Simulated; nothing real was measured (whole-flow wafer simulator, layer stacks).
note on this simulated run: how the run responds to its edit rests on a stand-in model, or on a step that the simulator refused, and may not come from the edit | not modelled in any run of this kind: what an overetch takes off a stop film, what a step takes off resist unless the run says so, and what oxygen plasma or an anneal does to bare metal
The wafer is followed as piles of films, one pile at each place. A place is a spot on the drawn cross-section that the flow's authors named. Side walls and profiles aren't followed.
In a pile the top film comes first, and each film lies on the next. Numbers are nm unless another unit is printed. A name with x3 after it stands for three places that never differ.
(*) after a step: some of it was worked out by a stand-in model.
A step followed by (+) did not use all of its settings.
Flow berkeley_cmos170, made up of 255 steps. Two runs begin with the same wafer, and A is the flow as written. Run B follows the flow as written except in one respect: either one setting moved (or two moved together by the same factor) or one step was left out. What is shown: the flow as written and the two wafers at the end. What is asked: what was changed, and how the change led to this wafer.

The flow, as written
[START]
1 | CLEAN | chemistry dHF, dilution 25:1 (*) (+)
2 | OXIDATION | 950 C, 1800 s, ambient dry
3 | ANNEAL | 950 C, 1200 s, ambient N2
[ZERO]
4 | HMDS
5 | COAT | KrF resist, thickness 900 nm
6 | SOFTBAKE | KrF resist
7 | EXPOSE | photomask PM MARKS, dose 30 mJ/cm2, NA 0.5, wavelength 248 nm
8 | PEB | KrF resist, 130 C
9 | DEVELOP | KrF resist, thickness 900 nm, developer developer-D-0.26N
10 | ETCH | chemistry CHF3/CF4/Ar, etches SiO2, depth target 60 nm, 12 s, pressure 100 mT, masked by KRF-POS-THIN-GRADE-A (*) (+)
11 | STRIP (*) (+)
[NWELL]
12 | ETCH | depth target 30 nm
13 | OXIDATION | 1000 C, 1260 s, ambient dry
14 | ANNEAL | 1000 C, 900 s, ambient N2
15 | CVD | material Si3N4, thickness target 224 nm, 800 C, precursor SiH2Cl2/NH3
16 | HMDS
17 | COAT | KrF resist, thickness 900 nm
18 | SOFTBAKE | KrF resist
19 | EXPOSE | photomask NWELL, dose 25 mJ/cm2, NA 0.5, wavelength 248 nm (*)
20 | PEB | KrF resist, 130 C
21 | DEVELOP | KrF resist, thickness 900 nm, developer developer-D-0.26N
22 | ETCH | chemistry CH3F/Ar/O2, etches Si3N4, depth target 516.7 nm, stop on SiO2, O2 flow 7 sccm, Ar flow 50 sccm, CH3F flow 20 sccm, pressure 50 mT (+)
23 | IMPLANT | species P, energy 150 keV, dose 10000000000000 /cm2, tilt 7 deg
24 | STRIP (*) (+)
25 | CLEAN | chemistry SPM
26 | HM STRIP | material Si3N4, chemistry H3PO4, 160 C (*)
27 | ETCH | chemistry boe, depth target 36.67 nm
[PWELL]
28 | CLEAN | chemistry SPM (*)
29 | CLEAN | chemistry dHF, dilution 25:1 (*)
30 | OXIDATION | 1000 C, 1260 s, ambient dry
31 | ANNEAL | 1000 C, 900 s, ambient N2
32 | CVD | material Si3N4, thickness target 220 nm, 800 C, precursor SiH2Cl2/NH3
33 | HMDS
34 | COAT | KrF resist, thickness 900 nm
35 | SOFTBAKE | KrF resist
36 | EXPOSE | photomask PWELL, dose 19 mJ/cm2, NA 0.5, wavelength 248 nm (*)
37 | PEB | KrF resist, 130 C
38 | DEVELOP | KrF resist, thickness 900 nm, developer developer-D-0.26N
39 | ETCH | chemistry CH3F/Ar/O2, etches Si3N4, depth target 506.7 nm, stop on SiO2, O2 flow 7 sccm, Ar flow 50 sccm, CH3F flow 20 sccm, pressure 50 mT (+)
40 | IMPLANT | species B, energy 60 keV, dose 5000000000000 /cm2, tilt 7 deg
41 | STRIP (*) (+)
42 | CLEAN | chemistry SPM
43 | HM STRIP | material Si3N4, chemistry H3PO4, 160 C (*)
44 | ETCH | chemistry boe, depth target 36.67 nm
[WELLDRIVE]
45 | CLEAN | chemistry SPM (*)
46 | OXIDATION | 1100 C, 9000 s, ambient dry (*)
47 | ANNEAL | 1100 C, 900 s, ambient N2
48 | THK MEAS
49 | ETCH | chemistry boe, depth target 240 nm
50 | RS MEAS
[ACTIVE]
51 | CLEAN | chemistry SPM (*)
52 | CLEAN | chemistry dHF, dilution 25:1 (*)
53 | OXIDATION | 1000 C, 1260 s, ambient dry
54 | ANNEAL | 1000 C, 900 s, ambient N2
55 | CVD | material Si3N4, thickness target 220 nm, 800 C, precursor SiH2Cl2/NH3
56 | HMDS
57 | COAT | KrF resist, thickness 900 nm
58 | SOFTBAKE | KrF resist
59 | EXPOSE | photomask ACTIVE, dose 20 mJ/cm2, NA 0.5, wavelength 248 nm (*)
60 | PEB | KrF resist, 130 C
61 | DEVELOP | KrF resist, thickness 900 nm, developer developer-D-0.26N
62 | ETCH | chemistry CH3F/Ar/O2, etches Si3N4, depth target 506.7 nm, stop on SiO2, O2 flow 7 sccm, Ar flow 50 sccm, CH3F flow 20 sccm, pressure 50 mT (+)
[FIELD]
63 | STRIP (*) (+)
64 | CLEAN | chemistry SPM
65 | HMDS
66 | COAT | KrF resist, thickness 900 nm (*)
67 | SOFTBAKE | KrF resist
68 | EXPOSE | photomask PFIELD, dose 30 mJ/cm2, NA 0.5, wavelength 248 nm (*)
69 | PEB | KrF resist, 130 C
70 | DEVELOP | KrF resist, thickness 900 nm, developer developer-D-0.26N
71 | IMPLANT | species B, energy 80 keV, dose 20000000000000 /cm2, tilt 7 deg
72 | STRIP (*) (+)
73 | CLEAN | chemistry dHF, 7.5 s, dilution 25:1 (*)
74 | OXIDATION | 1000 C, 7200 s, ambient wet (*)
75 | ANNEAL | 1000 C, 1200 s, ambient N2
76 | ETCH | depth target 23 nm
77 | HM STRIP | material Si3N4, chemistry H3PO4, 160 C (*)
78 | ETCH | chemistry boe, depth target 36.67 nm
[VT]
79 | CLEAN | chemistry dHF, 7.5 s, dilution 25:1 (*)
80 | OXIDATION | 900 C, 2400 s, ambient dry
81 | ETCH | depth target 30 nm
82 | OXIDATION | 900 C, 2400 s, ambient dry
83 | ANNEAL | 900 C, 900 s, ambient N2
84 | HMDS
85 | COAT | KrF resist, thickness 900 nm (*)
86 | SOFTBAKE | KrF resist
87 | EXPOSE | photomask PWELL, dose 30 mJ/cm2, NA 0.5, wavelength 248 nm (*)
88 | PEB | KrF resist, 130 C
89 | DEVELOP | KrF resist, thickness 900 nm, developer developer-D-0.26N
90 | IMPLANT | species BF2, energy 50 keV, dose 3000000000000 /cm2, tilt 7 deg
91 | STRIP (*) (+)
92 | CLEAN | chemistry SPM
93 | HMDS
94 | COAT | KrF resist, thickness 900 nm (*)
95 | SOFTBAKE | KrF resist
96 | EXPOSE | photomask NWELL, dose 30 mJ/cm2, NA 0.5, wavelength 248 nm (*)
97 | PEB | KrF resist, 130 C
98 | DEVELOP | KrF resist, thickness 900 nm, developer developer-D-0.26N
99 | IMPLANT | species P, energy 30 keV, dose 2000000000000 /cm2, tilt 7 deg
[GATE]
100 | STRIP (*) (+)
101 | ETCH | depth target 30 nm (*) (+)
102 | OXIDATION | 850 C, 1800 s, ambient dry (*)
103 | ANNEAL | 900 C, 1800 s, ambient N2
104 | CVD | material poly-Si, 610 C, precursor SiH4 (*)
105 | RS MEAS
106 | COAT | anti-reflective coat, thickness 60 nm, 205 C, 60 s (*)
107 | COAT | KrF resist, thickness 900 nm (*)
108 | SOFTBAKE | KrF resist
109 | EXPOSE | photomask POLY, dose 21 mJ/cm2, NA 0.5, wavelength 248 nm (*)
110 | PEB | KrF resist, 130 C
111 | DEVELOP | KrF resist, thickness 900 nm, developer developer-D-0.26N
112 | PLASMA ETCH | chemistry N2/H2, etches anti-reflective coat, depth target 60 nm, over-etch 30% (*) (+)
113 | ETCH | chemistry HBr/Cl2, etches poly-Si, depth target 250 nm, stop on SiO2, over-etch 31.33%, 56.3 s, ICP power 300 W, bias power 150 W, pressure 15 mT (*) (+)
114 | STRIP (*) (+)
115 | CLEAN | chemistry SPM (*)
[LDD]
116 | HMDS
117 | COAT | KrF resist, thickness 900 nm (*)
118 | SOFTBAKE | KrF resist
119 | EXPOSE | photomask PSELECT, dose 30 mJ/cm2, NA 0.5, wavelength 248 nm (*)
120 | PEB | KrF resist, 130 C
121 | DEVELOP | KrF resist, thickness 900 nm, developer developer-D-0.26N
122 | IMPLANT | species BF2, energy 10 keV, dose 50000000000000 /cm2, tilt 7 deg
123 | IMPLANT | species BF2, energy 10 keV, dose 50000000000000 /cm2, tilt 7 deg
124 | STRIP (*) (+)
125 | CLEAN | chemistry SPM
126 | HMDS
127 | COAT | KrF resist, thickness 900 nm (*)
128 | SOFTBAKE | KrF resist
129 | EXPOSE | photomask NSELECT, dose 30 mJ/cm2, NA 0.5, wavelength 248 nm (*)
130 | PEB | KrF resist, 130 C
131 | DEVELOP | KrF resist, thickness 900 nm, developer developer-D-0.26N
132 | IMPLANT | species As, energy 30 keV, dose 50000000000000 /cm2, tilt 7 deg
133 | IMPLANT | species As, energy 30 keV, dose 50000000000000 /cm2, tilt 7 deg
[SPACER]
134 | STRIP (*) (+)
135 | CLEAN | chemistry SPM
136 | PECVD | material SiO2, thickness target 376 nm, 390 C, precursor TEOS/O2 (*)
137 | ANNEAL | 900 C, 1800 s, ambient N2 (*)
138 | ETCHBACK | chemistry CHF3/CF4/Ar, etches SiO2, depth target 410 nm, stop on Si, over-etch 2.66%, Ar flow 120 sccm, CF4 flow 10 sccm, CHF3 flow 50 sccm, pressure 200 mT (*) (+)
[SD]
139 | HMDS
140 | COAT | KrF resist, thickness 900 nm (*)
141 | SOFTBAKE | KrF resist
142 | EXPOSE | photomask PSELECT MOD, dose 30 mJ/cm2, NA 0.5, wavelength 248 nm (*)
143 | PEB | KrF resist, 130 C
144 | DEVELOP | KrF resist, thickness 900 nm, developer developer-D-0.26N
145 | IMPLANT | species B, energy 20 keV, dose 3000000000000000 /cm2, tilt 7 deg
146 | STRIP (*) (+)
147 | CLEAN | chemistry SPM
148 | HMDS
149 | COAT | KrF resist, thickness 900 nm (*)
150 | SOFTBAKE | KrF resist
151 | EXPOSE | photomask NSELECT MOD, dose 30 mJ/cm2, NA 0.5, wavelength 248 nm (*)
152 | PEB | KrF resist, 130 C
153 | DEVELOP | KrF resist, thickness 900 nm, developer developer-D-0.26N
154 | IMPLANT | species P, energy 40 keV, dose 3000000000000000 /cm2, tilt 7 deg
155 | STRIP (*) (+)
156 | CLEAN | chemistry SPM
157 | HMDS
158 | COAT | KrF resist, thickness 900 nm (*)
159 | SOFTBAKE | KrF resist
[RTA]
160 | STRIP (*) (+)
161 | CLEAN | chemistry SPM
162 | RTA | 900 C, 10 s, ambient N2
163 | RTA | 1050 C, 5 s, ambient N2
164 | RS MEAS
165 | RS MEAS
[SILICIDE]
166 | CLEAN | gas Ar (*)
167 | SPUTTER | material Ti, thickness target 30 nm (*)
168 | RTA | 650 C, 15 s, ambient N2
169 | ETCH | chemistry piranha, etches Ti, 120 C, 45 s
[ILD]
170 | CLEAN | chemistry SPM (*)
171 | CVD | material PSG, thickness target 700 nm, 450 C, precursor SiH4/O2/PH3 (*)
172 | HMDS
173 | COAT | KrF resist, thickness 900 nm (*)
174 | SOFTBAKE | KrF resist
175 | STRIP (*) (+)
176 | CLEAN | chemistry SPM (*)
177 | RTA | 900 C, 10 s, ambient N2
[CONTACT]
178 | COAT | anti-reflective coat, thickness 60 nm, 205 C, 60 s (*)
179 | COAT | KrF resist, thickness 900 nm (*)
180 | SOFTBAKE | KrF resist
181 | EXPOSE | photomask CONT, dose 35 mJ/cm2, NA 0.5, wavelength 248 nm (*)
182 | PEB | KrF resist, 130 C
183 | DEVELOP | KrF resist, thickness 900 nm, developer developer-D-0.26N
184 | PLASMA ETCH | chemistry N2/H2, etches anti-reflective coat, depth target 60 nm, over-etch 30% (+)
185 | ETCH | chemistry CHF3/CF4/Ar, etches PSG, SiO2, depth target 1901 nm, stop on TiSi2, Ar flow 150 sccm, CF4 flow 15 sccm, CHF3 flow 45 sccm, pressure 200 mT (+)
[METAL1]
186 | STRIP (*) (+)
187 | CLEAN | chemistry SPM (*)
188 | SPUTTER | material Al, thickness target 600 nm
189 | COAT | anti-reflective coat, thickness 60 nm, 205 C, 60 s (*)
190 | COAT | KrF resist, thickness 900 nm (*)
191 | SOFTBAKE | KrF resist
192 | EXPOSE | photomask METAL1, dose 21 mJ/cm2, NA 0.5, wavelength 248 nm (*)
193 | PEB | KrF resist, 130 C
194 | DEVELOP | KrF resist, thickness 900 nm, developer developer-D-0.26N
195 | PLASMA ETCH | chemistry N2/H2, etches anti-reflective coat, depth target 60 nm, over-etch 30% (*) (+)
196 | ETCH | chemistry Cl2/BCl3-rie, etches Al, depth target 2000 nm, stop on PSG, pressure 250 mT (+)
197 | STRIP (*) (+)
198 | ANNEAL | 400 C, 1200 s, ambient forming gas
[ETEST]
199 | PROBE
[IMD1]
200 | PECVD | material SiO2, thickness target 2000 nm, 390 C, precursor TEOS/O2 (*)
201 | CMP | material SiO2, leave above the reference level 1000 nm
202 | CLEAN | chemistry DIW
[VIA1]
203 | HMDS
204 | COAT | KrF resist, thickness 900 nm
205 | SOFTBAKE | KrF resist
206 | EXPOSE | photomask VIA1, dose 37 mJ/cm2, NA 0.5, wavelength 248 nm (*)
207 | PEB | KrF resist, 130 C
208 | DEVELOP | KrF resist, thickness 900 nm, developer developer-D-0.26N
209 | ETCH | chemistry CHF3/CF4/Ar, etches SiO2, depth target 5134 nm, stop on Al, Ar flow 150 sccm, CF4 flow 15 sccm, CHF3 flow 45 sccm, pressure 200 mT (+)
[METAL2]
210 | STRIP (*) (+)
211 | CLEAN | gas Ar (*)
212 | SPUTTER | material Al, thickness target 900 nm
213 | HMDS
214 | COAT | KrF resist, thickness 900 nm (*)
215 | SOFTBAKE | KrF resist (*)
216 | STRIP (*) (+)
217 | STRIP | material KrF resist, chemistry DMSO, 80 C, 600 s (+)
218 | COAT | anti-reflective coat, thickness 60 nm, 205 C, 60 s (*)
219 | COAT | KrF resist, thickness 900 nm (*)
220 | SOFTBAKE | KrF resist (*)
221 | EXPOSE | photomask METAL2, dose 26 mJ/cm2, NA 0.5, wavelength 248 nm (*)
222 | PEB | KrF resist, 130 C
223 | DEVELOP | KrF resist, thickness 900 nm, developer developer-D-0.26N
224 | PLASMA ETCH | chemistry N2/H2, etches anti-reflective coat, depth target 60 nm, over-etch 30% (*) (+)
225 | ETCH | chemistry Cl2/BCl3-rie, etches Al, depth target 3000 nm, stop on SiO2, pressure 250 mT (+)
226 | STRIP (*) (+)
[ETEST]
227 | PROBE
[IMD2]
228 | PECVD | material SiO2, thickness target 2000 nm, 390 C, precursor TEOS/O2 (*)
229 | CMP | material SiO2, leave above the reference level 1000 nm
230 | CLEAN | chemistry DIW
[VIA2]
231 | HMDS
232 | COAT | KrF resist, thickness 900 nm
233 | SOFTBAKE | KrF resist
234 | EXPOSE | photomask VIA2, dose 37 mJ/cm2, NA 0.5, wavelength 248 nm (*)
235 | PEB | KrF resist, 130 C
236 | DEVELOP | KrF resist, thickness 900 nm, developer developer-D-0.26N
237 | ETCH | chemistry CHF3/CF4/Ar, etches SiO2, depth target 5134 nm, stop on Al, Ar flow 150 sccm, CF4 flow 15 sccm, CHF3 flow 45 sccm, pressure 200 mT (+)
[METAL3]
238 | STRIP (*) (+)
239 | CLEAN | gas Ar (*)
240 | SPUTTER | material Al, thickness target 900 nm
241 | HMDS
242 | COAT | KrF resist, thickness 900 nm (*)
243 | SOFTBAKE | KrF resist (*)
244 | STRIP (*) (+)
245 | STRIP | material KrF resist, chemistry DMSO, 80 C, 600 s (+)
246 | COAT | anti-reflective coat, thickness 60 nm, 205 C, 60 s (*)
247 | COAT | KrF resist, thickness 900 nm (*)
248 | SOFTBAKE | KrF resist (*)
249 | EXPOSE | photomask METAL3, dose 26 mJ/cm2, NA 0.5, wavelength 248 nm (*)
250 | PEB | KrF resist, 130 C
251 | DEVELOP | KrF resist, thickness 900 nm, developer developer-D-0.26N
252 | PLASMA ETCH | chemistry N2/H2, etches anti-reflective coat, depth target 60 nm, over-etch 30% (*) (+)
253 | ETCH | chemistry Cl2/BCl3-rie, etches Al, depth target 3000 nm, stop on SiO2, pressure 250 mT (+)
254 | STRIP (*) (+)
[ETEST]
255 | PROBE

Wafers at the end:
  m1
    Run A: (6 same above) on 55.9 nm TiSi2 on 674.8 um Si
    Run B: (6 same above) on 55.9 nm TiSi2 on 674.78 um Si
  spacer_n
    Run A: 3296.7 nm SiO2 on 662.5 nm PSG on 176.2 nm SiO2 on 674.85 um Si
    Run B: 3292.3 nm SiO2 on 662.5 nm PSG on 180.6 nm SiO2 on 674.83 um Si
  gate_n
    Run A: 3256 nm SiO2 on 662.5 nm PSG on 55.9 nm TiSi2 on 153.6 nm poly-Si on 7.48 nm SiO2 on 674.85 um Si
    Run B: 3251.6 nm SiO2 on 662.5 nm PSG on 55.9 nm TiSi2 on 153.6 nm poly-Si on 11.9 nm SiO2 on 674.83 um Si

Cause: step 53, OXIDATION: 1187 C was run, while the flow as written has 1000 C.

Step by step, how the change led to this:
  53 | OXIDATION | 1000 C, 1260 s, ambient dry
      field, sd_n, spacer_n and 9 more: A SiO2 gains 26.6 (new film), Si loses 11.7 | B SiO2 gains 95.3 (new film), Si loses 41.9
  74 | OXIDATION | 1000 C, 7200 s, ambient wet (*)
      gate_n, gate_p, m1, via1, m2, via2: A SiO2 gains 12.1 (new film), Si3N4 loses 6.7 | B SiO2 gains 12.1 (new film), Si3N4 loses 6.7, SiO2 gains 0.11
      spacer_p: A SiO2 gains 12.1 (new film), Si3N4 loses 6.7 | B SiO2 gains 12.1 (new film), Si3N4 loses 6.7, SiO2 gains 0.13, Si loses 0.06
      (as well as at 4 more places)
  78 | ETCH | chemistry boe, depth target 36.67 nm
      sd_n, spacer_n, gate_n and 8 more: A SiO2 loses 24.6 (all of it) | B SiO2 loses 36.7
  79 | CLEAN | chemistry dHF, 7.5 s, dilution 25:1 (*)
      sd_n, spacer_n, gate_n and 8 more: A nothing | B SiO2 loses 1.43
  80 | OXIDATION | 900 C, 2400 s, ambient dry
      gate_n, spacer_p, gate_p, m1, via1, m2, via2: A SiO2 gains 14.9 (new film), Si loses 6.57 | B SiO2 gains 5.42, Si loses 2.39
      sd_n: A SiO2 gains 14.9 (new film), Si loses 6.57 | B SiO2 gains 5.03, Si loses 2.21
      (as well as at 3 more places)
  81 | ETCH | depth target 30 nm
      sd_n, spacer_n, gate_n and 8 more: A SiO2 loses 14.9 (all of it) | B SiO2 loses 30
  82 | OXIDATION | 900 C, 2400 s, ambient dry
      gate_n, gate_p, m1, via1, m2, via2: A SiO2 gains 14.9 (new film), Si loses 6.57 | B SiO2 gains 6.35, Si loses 2.8
      sd_n: A SiO2 gains 14.9 (new film), Si loses 6.57 | B SiO2 gains 5.76, Si loses 2.54
      (as well as at 4 more places)
  101 | ETCH | depth target 30 nm (*) (+)
      sd_n, spacer_n, gate_n and 8 more: A SiO2 loses 14.9 (all of it) | B SiO2 loses 30
  102 | OXIDATION | 850 C, 1800 s, ambient dry (*)
      gate_n, gate_p, m1, via1, m2, via2: A SiO2 gains 7.48 (new film), Si loses 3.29 | B SiO2 gains 4.81, Si loses 2.11
      sd_n: A SiO2 gains 7.48 (new film), Si loses 3.29 | B SiO2 gains 2.56, Si loses 1.12
      (as well as at 4 more places)
  106 | COAT | anti-reflective coat, thickness 60 nm, 205 C, 60 s (*)
      sd_n: A anti-reflective coat gains 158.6 (new film) | B anti-reflective coat gains 176.8 (new film)
      spacer_n: A anti-reflective coat gains 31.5 (new film) | B anti-reflective coat gains 29.8 (new film)
      (as well as at 7 more places)
  107 | COAT | KrF resist, thickness 900 nm (*)
      spacer_n: A KrF resist gains 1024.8 (new film) | B KrF resist gains 1046.7 (new film)
      gate_n: A KrF resist gains 1027.4 (new film) | B KrF resist gains 1049.5 (new film)
  111 | DEVELOP | KrF resist, thickness 900 nm, developer developer-D-0.26N
      spacer_n: A KrF resist loses 1023.1 (all of it) | B KrF resist loses 1045 (all of it)
  112 | PLASMA ETCH | chemistry N2/H2, etches anti-reflective coat, depth target 60 nm, over-etch 30% (*) (+)
      field: A anti-reflective coat loses 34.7 (all of it), poly-Si loses 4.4 | B anti-reflective coat loses 35.3 (all of it), poly-Si loses 4.99
      sd_n: A anti-reflective coat loses 158.6 (all of it), poly-Si loses 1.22 | B anti-reflective coat loses 176.8 (all of it), poly-Si loses 1.36
      (as well as at 8 more places)
  114 | STRIP (*) (+)
      gate_n: A chemical SiO2 gains 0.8 (new film), KrF resist loses 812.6 (all of it), anti-reflective coat loses 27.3 (all of it), poly-Si loses 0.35 | B chemical SiO2 gains 0.8 (new film), KrF resist loses 834.7 (all of it), anti-reflective coat loses 25.1 (all of it), poly-Si loses 0.35
      gate_p: A chemical SiO2 gains 0.8 (new film), KrF resist loses 782.1 (all of it), anti-reflective coat loses 29.6 (all of it), poly-Si loses 0.35 | B chemical SiO2 gains 0.8 (new film), KrF resist loses 794.6 (all of it), anti-reflective coat loses 30.7 (all of it), poly-Si loses 0.35
  138 | ETCHBACK | chemistry CHF3/CF4/Ar, etches SiO2, depth target 410 nm, stop on Si, over-etch 2.66%, Ar flow 120 sccm, CF4 flow 10 sccm, CHF3 flow 50 sccm, pressure 200 mT (*) (+)
      sd_n: A SiO2 loses 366 (all of it) | B SiO2 loses 381.4 (all of it)
      sd_p: A SiO2 loses 366 (all of it) | B SiO2 loses 381.5 (all of it)
  140 | COAT | KrF resist, thickness 900 nm (*)
      sd_n: A KrF resist gains 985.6 (new film) | B KrF resist gains 1011.6 (new film)
  ... 18 further steps ...
  201 | CMP | material SiO2, leave above the reference level 1000 nm
      field: A SiO2 loses 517 | B SiO2 loses 551.9
      sd_p: A SiO2 loses 335.3 | B SiO2 loses 328.1
